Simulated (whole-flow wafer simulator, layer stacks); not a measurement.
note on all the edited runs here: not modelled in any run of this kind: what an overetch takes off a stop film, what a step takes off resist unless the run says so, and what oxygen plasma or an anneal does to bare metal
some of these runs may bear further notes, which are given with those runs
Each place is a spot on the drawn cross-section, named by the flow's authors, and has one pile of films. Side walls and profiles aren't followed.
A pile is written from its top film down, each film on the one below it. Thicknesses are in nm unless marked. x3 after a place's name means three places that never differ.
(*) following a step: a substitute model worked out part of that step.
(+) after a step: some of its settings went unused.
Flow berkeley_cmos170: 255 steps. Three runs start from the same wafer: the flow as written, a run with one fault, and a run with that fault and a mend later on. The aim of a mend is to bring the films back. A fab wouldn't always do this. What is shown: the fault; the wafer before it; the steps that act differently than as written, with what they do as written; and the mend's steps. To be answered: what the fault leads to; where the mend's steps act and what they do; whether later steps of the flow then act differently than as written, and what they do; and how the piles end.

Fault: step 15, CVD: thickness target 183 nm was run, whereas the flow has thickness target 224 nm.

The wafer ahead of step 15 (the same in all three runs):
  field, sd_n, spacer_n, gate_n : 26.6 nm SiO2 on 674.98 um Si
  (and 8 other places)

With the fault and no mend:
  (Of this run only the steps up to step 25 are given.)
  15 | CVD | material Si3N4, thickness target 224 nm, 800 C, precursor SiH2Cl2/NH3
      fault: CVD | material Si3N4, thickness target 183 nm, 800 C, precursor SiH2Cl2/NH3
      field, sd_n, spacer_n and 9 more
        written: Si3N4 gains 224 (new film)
        fault: Si3N4 gains 183 (new film)
  Later steps of the flow acting differently than as written:
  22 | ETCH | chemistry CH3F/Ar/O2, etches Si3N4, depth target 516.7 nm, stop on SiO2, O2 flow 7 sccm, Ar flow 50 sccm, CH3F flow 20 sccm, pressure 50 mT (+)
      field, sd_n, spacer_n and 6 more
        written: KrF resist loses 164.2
        fault: KrF resist loses 136.9
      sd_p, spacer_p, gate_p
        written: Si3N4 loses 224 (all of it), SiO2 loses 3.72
        fault: Si3N4 loses 183 (all of it), SiO2 loses 3.72
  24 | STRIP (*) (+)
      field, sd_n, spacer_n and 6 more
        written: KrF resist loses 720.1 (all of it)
        fault: KrF resist loses 747.5 (all of it)
  After step 25, at field, sd_n, spacer_n and 6 more, the piles differ from the flow's by more than 2% or 0.5 nm, whichever is larger.
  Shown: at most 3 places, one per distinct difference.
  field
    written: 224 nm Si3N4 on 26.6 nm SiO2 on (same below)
    fault: 183 nm Si3N4 on 26.6 nm SiO2 on (same below)

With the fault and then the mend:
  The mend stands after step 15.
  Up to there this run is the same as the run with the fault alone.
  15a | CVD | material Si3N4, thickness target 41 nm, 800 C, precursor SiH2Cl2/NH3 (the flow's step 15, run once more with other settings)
      field, sd_n, spacer_n and 9 more
        Si3N4 gains 41
  None of the later steps of the flow acts differently than as written at any place that is followed.
  At every place that both follow, the piles at the end match the flow's.
